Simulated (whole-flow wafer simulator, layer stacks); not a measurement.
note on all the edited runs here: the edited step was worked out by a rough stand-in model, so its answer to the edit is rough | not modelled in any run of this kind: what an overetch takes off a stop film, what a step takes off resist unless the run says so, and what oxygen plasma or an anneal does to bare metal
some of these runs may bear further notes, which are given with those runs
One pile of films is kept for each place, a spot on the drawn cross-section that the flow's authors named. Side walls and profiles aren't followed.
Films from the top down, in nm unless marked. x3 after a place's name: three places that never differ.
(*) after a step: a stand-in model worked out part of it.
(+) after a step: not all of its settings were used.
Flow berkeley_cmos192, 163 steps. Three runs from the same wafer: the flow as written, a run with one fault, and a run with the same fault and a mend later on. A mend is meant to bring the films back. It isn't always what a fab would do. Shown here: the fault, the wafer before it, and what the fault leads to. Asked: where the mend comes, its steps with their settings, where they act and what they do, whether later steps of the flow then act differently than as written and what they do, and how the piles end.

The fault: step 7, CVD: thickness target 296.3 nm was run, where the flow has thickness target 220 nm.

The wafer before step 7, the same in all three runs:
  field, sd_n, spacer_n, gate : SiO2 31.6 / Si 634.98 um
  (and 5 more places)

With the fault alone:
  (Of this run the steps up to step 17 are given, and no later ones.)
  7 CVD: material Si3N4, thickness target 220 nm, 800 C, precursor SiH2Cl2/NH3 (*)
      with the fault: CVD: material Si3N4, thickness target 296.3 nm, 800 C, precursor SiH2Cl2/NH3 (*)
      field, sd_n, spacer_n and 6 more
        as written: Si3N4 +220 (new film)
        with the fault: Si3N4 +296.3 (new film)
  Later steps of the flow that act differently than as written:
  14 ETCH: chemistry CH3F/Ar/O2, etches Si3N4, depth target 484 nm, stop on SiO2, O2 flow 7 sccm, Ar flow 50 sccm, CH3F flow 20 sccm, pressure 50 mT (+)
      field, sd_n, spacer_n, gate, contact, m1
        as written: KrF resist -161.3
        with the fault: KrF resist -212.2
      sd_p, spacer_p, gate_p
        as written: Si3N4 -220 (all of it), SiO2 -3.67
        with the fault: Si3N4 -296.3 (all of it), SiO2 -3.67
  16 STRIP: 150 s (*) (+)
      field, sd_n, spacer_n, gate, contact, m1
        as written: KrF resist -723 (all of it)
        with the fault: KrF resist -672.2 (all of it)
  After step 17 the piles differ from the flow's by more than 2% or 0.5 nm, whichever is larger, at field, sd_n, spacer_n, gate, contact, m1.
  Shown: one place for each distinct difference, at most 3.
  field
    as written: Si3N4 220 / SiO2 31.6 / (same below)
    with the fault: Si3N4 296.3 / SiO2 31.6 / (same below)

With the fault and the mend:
  The mend comes after step 7.
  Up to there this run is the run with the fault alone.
  7a ETCH: chemistry h3po4, depth target 340.7 nm
      field, sd_n, spacer_n and 6 more
        Si3N4 -296.3 (all of it)
  7b CLEAN: chemistry SC1/SC2 (the flow's step 1 once more)
      changes no film at any place that is followed
  7c CVD: material Si3N4, thickness target 220 nm, 800 C, precursor SiH2Cl2/NH3 (*) (the flow's step 7 once more)
      field, sd_n, spacer_n and 6 more
        Si3N4 +220 (new film)
  No later step of the flow acts differently than as written at any place that is followed.
  At the end the piles are the same as the flow's at every place that both follow.
